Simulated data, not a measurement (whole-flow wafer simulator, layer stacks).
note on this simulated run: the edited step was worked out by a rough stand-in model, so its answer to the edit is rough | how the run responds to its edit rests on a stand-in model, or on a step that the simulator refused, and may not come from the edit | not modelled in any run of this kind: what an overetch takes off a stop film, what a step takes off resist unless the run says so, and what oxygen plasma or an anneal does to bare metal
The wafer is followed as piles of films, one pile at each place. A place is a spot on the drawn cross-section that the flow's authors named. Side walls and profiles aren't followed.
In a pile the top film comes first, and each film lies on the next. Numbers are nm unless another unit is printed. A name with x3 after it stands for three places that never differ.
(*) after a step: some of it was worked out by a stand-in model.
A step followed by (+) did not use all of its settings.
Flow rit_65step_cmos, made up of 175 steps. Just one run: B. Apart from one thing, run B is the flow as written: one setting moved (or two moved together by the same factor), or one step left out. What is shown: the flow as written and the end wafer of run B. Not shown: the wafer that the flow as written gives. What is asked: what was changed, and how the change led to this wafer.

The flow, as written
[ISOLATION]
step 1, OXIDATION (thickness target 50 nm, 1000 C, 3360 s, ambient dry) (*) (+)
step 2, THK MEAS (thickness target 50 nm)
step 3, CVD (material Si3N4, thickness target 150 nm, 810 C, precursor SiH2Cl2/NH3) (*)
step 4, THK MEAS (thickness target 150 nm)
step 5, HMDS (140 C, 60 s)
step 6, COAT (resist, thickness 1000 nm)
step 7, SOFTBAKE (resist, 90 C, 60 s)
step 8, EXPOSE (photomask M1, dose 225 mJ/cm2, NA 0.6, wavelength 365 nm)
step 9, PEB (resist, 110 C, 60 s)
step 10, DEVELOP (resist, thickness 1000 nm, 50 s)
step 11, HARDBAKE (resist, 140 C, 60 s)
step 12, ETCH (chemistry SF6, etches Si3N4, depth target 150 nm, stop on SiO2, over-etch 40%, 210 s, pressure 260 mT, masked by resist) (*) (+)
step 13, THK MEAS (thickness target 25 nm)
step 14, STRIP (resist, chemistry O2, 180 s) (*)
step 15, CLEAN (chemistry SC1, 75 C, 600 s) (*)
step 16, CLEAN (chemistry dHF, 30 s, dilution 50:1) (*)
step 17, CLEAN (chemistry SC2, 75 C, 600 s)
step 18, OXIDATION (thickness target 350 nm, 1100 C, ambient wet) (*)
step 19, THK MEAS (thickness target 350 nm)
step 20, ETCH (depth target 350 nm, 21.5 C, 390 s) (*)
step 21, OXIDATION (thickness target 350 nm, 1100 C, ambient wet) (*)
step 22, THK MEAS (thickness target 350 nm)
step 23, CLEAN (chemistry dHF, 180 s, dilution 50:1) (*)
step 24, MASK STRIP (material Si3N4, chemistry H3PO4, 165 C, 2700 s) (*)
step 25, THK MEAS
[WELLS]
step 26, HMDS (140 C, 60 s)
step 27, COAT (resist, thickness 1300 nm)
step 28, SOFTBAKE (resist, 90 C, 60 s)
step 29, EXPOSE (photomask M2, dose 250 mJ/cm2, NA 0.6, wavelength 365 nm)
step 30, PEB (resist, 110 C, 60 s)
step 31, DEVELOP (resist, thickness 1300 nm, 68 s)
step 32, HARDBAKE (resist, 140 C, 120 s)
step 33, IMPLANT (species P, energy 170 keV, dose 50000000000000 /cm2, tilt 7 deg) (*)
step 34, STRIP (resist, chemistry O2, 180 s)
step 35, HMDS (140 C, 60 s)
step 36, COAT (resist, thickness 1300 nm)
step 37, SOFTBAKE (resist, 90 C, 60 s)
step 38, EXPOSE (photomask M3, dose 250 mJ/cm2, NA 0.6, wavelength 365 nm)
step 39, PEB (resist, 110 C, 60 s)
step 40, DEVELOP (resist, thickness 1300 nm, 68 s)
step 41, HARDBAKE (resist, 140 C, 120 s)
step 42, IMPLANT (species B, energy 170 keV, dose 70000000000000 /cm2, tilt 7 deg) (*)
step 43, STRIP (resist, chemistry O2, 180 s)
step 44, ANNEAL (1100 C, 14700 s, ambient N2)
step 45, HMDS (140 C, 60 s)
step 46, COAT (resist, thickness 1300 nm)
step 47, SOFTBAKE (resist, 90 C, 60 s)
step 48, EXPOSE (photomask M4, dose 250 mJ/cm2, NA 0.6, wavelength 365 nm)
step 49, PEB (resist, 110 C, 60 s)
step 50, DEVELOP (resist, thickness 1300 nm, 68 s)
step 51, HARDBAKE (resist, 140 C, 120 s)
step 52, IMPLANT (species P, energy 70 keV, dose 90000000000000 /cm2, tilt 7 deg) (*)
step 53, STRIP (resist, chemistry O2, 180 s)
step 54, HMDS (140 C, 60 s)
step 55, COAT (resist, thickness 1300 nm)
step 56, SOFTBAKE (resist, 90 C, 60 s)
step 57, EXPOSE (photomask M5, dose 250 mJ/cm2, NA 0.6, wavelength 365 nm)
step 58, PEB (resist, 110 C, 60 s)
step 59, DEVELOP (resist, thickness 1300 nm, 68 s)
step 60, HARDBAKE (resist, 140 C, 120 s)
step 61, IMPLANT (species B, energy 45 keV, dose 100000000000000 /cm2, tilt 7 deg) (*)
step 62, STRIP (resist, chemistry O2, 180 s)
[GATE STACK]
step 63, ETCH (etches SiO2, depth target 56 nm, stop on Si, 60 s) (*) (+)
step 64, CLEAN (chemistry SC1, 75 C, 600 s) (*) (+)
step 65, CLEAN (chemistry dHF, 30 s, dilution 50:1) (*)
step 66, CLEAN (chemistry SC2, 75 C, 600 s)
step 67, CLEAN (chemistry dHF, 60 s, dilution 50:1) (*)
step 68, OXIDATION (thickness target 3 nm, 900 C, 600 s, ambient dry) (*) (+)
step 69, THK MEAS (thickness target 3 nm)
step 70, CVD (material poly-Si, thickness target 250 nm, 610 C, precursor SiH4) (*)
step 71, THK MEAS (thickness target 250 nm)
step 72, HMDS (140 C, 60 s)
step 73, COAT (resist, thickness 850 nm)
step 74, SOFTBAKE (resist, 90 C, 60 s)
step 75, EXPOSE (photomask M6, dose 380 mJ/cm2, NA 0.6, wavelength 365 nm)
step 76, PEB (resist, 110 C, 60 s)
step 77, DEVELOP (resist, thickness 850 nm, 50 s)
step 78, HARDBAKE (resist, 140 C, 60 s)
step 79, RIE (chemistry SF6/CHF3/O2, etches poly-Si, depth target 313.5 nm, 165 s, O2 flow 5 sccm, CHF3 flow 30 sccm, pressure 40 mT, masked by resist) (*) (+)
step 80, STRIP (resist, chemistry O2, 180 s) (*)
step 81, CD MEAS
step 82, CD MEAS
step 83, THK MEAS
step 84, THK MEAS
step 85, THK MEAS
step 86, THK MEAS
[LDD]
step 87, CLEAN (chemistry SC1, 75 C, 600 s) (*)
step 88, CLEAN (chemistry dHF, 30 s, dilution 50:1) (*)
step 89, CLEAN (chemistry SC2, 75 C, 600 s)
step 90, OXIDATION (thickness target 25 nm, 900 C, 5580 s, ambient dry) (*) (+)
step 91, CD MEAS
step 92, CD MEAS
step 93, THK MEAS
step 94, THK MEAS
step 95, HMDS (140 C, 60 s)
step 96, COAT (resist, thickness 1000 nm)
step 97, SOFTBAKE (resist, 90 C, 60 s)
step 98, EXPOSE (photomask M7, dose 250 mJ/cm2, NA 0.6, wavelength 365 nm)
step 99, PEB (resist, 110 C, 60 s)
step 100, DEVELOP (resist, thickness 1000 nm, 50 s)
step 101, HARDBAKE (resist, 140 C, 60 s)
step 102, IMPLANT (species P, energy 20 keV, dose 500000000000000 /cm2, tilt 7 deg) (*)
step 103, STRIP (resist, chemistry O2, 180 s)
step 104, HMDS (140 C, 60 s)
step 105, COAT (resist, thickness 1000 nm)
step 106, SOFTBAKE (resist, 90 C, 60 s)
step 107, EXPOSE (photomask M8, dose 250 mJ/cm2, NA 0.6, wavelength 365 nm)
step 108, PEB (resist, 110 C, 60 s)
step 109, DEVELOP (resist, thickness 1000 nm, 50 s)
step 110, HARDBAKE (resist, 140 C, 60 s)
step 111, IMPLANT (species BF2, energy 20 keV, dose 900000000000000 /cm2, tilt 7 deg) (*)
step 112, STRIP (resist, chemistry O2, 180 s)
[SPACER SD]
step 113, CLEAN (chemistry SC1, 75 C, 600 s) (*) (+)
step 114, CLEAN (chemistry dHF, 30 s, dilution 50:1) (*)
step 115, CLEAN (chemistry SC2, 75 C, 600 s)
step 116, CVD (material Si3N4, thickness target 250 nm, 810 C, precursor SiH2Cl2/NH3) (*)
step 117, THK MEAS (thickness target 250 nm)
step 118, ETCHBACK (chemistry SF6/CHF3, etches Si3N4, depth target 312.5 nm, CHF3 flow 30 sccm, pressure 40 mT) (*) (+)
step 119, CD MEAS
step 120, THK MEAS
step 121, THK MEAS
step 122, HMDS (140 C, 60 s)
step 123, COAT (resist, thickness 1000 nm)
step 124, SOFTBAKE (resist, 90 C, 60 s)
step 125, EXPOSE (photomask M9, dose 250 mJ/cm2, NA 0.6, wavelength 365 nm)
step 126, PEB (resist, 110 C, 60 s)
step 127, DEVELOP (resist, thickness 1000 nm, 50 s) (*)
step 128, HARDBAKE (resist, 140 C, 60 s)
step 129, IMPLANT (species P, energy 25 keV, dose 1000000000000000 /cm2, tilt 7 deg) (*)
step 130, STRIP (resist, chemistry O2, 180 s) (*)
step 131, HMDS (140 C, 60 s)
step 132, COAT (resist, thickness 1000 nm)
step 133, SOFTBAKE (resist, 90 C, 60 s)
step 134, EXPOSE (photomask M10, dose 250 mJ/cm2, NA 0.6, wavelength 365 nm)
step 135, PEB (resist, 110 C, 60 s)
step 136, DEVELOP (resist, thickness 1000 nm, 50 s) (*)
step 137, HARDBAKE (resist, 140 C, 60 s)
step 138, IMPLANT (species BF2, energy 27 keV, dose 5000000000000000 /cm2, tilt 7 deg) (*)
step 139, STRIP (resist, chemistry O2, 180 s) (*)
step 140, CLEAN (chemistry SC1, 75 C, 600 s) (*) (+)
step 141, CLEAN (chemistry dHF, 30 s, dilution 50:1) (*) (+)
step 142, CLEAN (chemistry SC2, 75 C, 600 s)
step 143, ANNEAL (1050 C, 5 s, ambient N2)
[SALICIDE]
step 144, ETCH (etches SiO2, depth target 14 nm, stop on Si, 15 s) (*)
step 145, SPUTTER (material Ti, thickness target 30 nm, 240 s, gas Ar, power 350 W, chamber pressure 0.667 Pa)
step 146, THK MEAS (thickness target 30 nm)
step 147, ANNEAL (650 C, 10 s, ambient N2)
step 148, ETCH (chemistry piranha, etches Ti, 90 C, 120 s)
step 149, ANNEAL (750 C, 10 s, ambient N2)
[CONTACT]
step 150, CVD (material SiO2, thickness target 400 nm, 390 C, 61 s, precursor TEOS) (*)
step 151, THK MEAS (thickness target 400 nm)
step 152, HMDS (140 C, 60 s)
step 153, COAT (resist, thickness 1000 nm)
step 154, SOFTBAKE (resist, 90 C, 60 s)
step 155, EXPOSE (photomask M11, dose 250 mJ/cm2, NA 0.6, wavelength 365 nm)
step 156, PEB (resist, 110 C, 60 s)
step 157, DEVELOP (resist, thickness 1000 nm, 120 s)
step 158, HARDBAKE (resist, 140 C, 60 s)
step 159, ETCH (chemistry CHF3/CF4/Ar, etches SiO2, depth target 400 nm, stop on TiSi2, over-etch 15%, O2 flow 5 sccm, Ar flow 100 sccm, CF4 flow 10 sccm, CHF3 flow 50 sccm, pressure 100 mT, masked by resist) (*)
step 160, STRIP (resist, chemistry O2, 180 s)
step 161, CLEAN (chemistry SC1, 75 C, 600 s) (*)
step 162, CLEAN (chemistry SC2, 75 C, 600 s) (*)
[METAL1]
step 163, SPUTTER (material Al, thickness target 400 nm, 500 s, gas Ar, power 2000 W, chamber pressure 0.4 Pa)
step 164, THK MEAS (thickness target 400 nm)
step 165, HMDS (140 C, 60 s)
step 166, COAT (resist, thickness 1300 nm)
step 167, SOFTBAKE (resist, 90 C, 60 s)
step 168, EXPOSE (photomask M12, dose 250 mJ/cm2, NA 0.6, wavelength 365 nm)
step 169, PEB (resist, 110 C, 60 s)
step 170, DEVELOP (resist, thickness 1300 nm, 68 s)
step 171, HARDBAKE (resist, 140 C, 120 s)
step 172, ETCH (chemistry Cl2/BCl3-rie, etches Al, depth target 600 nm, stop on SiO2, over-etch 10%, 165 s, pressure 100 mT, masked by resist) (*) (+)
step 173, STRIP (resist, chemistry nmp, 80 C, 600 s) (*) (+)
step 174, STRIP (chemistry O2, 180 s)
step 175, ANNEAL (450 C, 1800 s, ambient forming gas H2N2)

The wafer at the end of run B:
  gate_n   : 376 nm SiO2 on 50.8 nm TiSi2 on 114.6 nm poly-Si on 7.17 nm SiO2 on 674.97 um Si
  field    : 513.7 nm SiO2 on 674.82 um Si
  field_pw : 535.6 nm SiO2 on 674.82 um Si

What caused this: step 3, CVD: thickness target 218 nm was run, while the flow as written has thickness target 150 nm.

Step by step, how the change led to this:
  step 3, CVD (material Si3N4, thickness target 150 nm, 810 C, precursor SiH2Cl2/NH3) (*)
      field, field_pw, field_nw and 11 more: +218 Si3N4 (new film) (it would be, as written: +150 Si3N4 (new film))
  step 12, ETCH (chemistry SF6, etches Si3N4, depth target 150 nm, stop on SiO2, over-etch 40%, 210 s, pressure 260 mT, masked by resist) (*) (+)
      field, field_pw, field_nw, field_p: -210 Si3N4 (it would be, as written: -150 Si3N4 (all of it), -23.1 SiO2)
  step 15, CLEAN (chemistry SC1, 75 C, 600 s) (*)
      field, field_pw, field_nw, field_p: -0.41 Si3N4 (it would be, as written: -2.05 SiO2)
  step 16, CLEAN (chemistry dHF, 30 s, dilution 50:1) (*)
      field, field_pw, field_nw, field_p: -0.43 Si3N4 (it would be, as written: -2.78 SiO2)
  step 18, OXIDATION (thickness target 350 nm, 1100 C, ambient wet) (*)
      field, field_p: +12 SiO2 (new film), -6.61 Si3N4 (it would be, as written: +328.1 SiO2, -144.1 Si)
      field_pw, field_nw: +12 SiO2 (new film), -6.61 Si3N4 (it would be, as written: +332.2 SiO2, -146.2 Si)
  step 20, ETCH (depth target 350 nm, 21.5 C, 390 s) (*)
      field, field_p: -12 SiO2 (all of it), -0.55 Si3N4 (all of it), -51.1 SiO2 (all of it), -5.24 Si (it would be, as written: -351.3 SiO2 (all of it), -0.56 Si)
      field_pw, field_nw: -12 SiO2 (all of it), -0.55 Si3N4 (all of it), -51.1 SiO2 (all of it), -5.24 Si (it would be, as written: -355.4 SiO2 (all of it), -0.49 Si)
  step 21, OXIDATION (thickness target 350 nm, 1100 C, ambient wet) (*)
      field, field_p: +344 SiO2 (new film), -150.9 Si (it would be, as written: +350 SiO2 (new film), -154 Si)
  step 24, MASK STRIP (material Si3N4, chemistry H3PO4, 165 C, 2700 s) (*)
      active_n, active_p, gate_n and 7 more: -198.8 Si3N4 (all of it), -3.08 SiO2 (it would be, as written: -130.8 Si3N4 (all of it), -5.68 SiO2)
  step 27, COAT (resist, thickness 1300 nm)
      field_pw, field_nw: +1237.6 resist (new film) (it would be, as written: +1313 resist (new film))
      field: +1218.2 resist (new film) (it would be, as written: +1315.7 resist (new film))
      (as well as at 1 more place)
  step 30, PEB (resist, 110 C, 60 s)
      field, field_p: -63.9 resist (it would be, as written: -69.2 resist)
      field_pw, field_nw: -65.1 resist (it would be, as written: -69.1 resist)
  step 31, DEVELOP (resist, thickness 1300 nm, 68 s)
      field_nw: -1172.5 resist (all of it) (it would be, as written: -1243.9 resist (all of it))
      field_p: -1154.6 resist (all of it) (it would be, as written: -1246.4 resist (all of it))
  step 32, HARDBAKE (resist, 140 C, 120 s)
      field: -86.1 resist (it would be, as written: -94 resist)
      field_pw: -88.4 resist (it would be, as written: -93.8 resist)
  step 34, STRIP (resist, chemistry O2, 180 s)
      field: -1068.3 resist (all of it) (it would be, as written: -1152.5 resist (all of it))
      field_pw: -1084.1 resist (all of it) (it would be, as written: -1150.2 resist (all of it))
  step 36, COAT (resist, thickness 1300 nm)
      field_pw, field_nw: +1237.6 resist (new film) (it would be, as written: +1313 resist (new film))
      field: +1218.2 resist (new film) (it would be, as written: +1315.7 resist (new film))
      (as well as at 1 more place)
  step 39, PEB (resist, 110 C, 60 s)
      field, field_p: -63.9 resist (it would be, as written: -69.2 resist)
      field_pw, field_nw: -65.1 resist (it would be, as written: -69.1 resist)
  step 40, DEVELOP (resist, thickness 1300 nm, 68 s)
      field: -1154.4 resist (all of it) (it would be, as written: -1246.5 resist (all of it))
      field_pw: -1172.5 resist (all of it) (it would be, as written: -1243.9 resist (all of it))
  ... 42 other steps ...
  step 170, DEVELOP (resist, thickness 1300 nm, 68 s)
      field: -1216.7 resist (all of it) (it would be, as written: -1316.6 resist (all of it))
      field_pw: -1210.4 resist (all of it) (it would be, as written: -1285.5 resist (all of it))
      (as well as at 2 more places)
